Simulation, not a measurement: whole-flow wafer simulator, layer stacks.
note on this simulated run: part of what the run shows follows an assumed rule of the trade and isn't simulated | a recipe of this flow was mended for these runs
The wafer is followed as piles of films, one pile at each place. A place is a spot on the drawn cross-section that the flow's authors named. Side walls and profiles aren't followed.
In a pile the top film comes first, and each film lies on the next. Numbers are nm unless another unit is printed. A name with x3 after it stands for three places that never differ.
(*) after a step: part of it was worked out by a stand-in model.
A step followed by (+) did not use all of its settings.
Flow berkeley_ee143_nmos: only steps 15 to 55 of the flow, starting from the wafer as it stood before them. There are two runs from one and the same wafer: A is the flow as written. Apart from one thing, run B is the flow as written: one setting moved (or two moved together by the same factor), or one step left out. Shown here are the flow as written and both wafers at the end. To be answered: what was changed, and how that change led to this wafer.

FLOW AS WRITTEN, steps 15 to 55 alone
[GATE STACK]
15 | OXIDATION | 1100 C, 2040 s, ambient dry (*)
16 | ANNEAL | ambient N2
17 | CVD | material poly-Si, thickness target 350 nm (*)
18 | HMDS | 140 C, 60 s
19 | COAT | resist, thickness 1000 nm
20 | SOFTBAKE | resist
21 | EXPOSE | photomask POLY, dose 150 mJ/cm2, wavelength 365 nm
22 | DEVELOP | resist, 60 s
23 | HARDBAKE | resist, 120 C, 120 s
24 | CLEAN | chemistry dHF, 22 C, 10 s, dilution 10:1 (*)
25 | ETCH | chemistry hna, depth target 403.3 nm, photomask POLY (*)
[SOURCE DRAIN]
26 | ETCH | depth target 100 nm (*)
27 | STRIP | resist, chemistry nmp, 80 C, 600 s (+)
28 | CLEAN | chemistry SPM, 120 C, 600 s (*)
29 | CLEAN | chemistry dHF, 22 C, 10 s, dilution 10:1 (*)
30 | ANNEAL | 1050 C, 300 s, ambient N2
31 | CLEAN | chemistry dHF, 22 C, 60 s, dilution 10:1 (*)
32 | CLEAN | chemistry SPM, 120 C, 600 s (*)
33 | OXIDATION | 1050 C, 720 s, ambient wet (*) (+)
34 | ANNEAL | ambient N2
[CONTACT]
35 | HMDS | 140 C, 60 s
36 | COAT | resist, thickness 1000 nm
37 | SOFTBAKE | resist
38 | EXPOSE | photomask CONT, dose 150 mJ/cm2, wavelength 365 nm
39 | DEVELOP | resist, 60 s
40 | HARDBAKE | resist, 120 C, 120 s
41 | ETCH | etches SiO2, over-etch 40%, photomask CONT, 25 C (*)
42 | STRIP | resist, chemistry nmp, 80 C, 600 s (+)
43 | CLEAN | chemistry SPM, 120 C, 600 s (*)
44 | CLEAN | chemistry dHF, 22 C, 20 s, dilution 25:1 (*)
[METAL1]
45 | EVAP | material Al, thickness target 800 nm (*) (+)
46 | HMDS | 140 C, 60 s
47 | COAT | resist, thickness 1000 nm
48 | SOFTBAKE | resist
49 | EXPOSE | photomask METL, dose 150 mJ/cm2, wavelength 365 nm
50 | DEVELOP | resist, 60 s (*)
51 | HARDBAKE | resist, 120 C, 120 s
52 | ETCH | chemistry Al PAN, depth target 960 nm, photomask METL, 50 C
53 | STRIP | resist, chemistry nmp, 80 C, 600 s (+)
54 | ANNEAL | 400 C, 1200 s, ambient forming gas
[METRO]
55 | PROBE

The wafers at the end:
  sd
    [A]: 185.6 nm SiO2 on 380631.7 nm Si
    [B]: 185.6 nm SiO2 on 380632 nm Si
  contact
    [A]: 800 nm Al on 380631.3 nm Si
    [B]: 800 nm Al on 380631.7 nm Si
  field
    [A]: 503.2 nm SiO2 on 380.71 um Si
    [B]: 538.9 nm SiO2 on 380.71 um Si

What caused this: step 26, ETCH: depth target 60 nm was run, whereas the flow has depth target 100 nm.

The path from the change to this, step by step:
  26 | ETCH | depth target 100 nm (*)
      sd, contact: A SiO2 loses 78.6 (all of it) | B SiO2 loses 60
      field: A SiO2 loses 100 | B SiO2 loses 60
  28 | CLEAN | chemistry SPM, 120 C, 600 s (*)
      sd, contact: A chemical SiO2 gains 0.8 (new film), Si loses 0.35 | B nothing
  29 | CLEAN | chemistry dHF, 22 C, 10 s, dilution 10:1 (*)
      sd, contact: A chemical SiO2 loses 0.8 (all of it) | B SiO2 loses 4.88
  31 | CLEAN | chemistry dHF, 22 C, 60 s, dilution 10:1 (*)
      sd, contact: A nothing | B SiO2 loses 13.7 (all of it)
  33 | OXIDATION | 1050 C, 720 s, ambient wet (*) (+)
      field: A SiO2 gains 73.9, Si loses 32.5 | B SiO2 gains 69.6, Si loses 30.6
  36 | COAT | resist, thickness 1000 nm
      field: A resist gains 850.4 (new film) | B resist gains 826.2 (new film)
  40 | HARDBAKE | resist, 120 C, 120 s
      field: A resist loses 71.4 | B resist loses 69.3
  42 | STRIP | resist, chemistry nmp, 80 C, 600 s (+)
      field: A resist loses 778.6 (all of it) | B resist loses 756.5 (all of it)
  47 | COAT | resist, thickness 1000 nm
      field: A resist gains 854.5 (new film) | B resist gains 831.5 (new film)
  50 | DEVELOP | resist, 60 s (*)
      field: A resist loses 854.5 (all of it), Al loses 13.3 | B resist loses 831.5 (all of it), Al loses 13.3
